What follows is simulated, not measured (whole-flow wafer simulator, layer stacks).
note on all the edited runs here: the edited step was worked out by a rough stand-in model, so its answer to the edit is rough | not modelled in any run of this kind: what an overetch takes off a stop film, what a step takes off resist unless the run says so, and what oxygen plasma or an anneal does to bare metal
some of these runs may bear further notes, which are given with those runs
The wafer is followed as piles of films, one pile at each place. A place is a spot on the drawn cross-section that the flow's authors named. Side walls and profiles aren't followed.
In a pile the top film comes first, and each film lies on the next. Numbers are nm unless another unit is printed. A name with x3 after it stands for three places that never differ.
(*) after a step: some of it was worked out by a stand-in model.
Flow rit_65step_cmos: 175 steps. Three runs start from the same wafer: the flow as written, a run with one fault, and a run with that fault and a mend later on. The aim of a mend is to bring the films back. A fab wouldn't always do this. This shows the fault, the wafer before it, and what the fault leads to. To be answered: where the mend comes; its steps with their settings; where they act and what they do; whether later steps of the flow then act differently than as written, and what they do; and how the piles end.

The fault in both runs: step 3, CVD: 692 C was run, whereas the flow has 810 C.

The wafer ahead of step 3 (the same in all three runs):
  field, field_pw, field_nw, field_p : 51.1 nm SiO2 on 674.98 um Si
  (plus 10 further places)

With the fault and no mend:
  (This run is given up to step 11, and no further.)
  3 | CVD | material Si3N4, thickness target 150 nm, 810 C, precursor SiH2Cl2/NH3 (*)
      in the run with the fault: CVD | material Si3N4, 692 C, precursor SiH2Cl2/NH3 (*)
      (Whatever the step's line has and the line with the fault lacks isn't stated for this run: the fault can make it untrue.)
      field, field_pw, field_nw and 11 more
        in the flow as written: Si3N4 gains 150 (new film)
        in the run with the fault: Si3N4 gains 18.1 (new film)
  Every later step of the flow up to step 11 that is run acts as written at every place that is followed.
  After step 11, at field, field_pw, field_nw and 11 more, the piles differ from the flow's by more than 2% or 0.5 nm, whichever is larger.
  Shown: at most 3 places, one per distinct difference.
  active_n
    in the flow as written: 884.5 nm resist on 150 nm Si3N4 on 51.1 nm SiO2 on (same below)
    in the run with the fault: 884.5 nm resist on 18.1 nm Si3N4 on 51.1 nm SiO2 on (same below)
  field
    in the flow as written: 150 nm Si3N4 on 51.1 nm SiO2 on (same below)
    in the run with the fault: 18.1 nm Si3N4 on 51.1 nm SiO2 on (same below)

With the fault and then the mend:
  After step 4 comes the mend.
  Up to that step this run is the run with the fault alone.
  4a | CVD | material Si3N4, thickness target 132 nm, 810 C, precursor SiH2Cl2/NH3 (*) (a further turn of the flow's step 3, with different settings)
      field, field_pw, field_nw and 11 more
        Si3N4 gains 132
  Every later step of the flow that is run acts as written, at every place that is followed, to within 2% or 0.5 nm, whichever is larger.
  The piles end the same as the flow's at every place that both follow.
